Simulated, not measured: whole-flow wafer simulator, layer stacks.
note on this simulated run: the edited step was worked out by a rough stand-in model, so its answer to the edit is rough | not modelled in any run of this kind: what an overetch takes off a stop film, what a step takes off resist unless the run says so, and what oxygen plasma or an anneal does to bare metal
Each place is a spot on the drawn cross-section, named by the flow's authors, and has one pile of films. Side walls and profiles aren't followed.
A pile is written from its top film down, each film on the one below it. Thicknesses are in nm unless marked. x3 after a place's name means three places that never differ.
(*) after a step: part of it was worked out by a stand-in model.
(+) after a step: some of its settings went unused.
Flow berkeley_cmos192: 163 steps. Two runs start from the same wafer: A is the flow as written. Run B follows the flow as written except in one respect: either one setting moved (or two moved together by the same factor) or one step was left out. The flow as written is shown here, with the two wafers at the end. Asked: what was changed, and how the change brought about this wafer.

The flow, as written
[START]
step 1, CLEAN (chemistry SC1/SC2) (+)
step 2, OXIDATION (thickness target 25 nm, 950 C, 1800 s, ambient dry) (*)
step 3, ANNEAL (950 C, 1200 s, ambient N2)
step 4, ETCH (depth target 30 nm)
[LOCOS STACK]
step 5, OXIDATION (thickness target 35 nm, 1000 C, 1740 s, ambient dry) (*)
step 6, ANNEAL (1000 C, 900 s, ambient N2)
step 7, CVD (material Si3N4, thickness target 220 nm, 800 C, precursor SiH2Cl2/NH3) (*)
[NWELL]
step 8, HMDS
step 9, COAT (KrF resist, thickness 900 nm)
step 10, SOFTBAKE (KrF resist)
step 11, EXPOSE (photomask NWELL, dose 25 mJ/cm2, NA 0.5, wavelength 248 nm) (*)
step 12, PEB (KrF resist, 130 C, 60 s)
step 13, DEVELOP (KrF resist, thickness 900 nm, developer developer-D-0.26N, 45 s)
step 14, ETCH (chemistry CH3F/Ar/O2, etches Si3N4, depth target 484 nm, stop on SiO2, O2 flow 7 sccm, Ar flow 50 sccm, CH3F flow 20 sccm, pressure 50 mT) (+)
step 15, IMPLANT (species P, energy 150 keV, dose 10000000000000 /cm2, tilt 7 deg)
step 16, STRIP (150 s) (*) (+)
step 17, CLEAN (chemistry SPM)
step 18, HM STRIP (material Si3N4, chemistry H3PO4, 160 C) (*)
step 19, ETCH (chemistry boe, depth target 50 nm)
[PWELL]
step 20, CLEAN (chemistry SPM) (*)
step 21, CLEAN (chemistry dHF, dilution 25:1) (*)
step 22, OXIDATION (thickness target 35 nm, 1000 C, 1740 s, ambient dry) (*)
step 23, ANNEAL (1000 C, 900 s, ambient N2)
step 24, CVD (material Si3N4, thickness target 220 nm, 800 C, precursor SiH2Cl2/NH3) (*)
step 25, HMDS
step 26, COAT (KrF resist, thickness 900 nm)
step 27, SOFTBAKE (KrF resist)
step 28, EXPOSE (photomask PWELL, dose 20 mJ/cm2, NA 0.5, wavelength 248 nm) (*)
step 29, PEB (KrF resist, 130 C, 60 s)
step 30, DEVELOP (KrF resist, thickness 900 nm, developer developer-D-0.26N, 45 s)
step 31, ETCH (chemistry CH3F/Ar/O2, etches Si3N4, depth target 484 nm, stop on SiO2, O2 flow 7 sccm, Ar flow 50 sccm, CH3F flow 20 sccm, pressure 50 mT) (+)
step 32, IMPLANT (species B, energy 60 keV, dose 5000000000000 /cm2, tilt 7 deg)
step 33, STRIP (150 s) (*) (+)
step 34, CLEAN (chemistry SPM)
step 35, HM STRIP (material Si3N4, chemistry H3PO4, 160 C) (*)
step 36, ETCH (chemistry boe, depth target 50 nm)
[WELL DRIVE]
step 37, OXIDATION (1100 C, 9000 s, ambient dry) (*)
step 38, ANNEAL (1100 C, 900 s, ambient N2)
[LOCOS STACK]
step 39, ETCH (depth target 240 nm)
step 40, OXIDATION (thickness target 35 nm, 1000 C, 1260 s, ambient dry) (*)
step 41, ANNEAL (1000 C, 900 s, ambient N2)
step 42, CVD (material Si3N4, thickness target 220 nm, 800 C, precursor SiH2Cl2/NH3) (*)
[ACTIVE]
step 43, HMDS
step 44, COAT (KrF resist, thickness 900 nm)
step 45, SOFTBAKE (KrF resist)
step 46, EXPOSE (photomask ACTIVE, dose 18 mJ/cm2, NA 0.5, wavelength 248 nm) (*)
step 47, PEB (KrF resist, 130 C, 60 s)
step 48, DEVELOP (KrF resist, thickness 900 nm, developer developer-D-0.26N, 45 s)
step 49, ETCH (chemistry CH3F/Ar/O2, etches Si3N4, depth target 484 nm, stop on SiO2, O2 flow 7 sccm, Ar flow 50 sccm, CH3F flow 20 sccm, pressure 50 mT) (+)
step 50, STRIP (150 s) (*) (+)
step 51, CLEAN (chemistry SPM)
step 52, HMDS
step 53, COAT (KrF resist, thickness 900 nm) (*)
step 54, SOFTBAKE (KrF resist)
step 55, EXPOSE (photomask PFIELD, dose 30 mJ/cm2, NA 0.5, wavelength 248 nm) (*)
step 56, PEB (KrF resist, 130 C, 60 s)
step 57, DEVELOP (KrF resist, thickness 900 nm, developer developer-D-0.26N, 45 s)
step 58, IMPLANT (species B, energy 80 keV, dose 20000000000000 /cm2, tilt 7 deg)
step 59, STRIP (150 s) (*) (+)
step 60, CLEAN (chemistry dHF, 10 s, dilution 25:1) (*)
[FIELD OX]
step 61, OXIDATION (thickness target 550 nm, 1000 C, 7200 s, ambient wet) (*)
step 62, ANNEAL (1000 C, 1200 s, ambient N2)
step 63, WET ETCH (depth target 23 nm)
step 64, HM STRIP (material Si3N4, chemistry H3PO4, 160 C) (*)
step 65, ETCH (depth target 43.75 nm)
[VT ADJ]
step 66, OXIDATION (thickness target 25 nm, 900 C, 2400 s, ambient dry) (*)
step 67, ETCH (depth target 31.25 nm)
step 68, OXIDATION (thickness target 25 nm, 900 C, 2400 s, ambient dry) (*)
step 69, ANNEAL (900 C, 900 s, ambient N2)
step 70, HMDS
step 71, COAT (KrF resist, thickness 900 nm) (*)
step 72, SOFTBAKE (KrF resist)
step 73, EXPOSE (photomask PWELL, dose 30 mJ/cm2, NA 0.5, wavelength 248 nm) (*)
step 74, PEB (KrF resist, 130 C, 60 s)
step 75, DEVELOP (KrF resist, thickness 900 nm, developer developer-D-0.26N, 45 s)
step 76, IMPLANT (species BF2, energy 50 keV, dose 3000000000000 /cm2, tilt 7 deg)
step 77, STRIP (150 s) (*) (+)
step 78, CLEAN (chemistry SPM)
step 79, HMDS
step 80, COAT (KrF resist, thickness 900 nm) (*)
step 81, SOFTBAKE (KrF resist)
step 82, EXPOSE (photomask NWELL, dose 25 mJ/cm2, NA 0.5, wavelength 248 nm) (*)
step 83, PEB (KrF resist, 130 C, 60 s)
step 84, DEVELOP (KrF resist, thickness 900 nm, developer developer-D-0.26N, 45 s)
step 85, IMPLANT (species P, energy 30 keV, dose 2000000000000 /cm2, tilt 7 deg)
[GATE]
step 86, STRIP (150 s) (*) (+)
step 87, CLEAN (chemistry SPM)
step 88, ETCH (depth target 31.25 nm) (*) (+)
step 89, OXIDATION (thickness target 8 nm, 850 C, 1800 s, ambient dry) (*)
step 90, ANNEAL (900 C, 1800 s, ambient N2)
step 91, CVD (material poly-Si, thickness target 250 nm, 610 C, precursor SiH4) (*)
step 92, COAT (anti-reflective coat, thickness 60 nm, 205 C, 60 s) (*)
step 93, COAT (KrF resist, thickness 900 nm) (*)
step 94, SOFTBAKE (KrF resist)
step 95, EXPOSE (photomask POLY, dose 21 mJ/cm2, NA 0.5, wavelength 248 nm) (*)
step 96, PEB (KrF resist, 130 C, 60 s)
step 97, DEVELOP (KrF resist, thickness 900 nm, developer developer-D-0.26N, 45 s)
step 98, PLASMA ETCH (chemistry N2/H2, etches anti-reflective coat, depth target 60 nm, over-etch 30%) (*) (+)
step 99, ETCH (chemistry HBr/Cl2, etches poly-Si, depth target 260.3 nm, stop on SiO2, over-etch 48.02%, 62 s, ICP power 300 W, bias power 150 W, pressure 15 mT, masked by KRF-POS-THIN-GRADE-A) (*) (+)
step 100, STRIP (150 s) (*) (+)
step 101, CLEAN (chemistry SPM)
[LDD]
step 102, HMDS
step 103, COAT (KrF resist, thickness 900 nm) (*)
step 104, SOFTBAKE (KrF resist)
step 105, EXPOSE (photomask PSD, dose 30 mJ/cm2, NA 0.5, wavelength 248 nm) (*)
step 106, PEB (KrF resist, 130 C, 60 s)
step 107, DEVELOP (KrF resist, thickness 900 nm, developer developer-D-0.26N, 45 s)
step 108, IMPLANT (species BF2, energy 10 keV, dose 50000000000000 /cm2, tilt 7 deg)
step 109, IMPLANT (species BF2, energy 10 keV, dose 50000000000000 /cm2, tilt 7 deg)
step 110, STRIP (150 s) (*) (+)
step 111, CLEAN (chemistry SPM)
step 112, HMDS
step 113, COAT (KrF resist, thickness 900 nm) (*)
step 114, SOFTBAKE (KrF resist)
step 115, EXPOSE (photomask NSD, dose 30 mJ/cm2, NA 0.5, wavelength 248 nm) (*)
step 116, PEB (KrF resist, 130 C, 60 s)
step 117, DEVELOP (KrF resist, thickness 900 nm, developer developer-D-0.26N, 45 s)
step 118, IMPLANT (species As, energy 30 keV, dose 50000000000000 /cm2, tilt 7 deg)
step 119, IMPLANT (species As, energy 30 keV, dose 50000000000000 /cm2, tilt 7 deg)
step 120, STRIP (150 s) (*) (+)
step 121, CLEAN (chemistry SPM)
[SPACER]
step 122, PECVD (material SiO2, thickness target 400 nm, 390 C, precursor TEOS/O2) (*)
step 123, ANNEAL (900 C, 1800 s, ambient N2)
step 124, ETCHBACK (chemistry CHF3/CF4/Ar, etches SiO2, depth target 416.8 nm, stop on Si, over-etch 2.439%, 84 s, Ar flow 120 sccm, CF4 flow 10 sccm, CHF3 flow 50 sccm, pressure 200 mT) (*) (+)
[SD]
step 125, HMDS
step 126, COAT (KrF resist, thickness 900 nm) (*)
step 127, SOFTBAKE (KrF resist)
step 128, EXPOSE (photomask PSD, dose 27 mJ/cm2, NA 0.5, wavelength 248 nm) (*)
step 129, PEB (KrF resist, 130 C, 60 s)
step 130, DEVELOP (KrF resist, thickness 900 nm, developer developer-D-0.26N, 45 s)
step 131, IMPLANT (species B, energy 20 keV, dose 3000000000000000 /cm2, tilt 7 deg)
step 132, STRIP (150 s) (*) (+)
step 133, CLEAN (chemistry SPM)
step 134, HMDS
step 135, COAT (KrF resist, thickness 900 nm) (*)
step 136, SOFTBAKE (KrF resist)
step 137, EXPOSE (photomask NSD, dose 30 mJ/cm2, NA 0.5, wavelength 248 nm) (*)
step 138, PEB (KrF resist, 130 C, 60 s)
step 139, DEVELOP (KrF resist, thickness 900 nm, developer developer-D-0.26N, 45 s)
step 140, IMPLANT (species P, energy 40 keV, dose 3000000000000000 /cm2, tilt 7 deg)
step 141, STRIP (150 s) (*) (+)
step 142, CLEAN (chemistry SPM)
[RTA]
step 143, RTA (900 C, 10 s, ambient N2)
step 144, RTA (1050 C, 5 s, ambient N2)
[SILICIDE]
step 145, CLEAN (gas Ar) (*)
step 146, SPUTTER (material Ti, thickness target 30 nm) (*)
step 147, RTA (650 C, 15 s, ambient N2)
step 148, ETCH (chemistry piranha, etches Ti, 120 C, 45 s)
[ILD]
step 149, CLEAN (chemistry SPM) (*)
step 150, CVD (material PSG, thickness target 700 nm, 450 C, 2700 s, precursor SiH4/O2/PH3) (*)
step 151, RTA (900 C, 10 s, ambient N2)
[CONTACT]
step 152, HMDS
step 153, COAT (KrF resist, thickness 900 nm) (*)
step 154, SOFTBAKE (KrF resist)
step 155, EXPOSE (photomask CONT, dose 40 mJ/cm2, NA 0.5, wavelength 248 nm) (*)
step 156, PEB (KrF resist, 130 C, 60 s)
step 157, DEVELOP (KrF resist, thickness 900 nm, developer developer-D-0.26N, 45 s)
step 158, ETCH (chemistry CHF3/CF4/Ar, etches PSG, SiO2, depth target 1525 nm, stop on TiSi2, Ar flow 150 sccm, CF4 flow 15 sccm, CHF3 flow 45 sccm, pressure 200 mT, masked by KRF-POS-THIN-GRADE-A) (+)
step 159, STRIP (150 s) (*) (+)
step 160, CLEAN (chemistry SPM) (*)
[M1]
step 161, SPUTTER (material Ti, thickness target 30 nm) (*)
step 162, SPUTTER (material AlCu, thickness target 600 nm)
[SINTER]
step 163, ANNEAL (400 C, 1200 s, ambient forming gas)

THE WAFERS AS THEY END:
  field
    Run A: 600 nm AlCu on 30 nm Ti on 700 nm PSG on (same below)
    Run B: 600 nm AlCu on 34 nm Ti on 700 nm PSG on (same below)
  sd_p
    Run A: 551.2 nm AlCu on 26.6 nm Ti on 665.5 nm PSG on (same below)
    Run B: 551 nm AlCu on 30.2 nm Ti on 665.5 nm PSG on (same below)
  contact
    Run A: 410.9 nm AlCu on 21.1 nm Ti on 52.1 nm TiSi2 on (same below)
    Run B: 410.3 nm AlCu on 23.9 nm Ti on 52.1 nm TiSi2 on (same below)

What caused this: step 161, SPUTTER: thickness target 34 nm was run, whereas the flow has thickness target 30 nm.
The wafer itself shows it: field has Ti 34, and step 161 as written asks for 30 nm.

The path from the change to this, step by step:
  step 161, SPUTTER (material Ti, thickness target 30 nm) (*)
      field, sd_n, spacer_n, gate, spacer_p, gate_p, m1: A +30 Ti (new film) | B +34 Ti (new film)
      sd_p: A +26.6 Ti (new film) | B +30.2 Ti (new film)
      (and at 1 other place as well)
